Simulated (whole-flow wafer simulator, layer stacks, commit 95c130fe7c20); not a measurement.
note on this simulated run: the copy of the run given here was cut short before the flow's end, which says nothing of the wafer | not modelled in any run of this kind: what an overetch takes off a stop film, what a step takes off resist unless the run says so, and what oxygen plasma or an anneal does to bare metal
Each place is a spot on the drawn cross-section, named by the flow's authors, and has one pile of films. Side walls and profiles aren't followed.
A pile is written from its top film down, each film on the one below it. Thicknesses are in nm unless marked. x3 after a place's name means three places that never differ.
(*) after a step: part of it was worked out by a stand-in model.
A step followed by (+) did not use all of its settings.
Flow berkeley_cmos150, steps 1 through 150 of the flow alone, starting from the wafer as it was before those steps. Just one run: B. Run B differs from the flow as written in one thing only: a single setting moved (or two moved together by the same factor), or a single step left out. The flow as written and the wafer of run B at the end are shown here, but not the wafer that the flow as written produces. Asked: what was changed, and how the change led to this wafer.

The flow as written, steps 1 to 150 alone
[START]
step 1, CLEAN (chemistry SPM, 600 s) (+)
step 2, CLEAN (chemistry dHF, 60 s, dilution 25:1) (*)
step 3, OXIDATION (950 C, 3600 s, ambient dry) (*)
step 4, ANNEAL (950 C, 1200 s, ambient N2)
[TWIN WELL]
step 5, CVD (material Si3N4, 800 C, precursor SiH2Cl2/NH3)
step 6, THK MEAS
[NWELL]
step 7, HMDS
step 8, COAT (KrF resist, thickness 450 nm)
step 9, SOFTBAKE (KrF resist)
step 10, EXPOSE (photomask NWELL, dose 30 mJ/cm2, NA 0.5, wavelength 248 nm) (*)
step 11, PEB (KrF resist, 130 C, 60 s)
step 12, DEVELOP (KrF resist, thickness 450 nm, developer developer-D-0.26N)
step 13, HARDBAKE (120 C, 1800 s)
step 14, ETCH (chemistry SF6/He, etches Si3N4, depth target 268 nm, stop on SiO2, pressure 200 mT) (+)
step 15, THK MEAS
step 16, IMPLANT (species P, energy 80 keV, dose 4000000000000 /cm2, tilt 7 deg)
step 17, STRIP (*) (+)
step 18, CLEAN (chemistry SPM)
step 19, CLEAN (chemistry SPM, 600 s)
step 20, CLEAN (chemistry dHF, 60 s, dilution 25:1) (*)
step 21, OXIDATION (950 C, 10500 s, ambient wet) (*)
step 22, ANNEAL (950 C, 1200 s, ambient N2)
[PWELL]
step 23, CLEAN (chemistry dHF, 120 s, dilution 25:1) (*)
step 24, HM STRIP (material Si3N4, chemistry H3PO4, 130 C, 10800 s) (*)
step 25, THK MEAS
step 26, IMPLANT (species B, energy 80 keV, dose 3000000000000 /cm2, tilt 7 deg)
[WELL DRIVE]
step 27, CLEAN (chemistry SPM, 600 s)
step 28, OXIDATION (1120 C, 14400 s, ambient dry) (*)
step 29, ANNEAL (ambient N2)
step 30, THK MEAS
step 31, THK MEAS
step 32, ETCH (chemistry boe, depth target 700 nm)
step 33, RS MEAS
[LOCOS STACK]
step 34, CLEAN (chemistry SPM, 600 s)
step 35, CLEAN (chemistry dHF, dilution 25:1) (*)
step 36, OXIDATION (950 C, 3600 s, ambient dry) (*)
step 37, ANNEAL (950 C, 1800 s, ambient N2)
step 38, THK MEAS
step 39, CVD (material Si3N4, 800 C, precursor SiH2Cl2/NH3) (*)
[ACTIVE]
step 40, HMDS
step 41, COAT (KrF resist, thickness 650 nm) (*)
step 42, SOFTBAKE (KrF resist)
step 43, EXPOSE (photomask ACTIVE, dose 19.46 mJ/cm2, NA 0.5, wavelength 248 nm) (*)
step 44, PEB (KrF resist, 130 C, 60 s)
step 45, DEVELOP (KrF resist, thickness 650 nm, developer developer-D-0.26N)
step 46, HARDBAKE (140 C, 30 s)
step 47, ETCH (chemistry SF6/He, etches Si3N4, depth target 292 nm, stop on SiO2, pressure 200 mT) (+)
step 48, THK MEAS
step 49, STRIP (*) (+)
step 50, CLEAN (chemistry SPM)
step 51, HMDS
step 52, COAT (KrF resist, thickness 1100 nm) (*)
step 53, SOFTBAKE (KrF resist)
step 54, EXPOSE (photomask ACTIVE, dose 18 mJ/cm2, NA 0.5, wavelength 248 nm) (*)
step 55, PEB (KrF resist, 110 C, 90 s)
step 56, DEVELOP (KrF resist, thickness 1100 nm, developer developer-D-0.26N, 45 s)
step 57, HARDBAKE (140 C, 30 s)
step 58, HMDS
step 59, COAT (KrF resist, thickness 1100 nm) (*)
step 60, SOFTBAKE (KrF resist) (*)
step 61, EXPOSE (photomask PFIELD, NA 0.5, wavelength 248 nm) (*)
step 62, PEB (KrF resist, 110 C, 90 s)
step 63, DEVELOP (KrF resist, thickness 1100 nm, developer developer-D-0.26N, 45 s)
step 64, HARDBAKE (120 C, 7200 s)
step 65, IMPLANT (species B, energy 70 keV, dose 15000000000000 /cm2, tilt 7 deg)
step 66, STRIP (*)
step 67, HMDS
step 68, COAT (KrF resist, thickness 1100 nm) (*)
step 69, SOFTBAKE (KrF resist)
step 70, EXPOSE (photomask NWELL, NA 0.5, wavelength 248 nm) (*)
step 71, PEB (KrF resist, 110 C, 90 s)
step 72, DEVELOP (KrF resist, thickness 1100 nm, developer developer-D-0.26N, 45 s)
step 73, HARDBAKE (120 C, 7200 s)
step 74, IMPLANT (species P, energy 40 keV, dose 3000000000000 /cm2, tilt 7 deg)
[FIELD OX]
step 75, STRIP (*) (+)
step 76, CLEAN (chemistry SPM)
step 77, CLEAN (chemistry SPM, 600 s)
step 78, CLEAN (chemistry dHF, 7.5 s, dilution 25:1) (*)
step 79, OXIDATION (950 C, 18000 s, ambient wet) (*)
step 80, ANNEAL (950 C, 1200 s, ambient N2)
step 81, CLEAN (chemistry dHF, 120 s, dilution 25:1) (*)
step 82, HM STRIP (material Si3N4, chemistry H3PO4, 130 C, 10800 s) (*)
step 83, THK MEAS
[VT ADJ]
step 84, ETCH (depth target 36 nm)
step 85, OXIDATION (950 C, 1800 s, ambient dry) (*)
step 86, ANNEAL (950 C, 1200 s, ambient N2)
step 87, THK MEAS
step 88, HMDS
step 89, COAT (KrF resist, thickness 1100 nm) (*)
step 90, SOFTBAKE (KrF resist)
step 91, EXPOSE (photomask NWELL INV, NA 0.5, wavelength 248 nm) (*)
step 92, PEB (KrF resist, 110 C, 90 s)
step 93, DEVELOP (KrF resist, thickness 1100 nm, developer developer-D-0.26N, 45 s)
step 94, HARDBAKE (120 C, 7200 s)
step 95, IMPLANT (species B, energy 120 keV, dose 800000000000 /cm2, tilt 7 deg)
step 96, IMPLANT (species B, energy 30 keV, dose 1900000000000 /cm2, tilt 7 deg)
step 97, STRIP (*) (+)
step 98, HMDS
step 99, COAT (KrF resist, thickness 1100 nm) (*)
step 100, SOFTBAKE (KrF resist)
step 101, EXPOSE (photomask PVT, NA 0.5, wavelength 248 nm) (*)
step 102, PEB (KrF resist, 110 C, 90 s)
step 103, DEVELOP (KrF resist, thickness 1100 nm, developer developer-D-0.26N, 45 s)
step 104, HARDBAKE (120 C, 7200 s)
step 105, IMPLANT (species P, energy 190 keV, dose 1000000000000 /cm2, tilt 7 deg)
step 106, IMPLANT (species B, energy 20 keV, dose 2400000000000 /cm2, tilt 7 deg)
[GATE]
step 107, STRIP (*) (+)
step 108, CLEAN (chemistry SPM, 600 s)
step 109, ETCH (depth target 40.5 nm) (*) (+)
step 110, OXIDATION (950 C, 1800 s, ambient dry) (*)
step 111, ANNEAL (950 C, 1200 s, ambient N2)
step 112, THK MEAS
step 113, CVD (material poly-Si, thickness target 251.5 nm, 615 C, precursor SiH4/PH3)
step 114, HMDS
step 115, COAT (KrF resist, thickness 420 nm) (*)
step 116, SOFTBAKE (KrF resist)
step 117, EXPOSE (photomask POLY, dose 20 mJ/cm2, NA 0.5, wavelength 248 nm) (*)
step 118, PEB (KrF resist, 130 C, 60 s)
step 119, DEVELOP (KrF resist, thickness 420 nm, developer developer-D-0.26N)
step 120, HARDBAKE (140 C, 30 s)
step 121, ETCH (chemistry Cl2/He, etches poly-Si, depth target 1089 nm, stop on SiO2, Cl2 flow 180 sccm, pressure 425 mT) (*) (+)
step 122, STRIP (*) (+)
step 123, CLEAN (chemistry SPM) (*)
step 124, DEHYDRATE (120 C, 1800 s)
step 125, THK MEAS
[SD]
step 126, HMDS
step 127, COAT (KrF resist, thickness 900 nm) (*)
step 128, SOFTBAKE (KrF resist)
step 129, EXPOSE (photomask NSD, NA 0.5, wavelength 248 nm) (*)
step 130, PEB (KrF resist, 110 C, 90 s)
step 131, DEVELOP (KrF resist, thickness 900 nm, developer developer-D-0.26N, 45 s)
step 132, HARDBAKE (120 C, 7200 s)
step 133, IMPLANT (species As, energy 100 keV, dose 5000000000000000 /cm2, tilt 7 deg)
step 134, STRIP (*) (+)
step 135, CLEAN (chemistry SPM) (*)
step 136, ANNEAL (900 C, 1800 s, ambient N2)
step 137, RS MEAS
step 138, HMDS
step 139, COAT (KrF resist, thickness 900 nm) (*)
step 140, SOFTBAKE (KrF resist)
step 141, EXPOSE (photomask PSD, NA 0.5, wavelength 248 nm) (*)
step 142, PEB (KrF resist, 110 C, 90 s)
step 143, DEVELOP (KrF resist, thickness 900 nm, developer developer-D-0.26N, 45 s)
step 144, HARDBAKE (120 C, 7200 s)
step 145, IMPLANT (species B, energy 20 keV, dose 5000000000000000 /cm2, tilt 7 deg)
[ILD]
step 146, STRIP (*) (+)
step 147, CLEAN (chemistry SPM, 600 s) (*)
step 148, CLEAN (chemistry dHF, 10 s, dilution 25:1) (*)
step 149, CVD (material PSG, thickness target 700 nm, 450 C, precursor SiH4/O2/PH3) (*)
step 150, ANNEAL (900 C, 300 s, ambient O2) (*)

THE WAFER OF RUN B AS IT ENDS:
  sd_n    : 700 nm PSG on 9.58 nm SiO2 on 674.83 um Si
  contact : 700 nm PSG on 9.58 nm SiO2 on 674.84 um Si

What caused this: step 136, ANNEAL: 900 C, 1800 s, ambient N2, was skipped.

Step by step, how the change led to this:
  step 148, CLEAN (chemistry dHF, 10 s, dilution 25:1) (*)
      sd_n, contact: -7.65 SiO2 (it would be, as written: -1.92 SiO2)
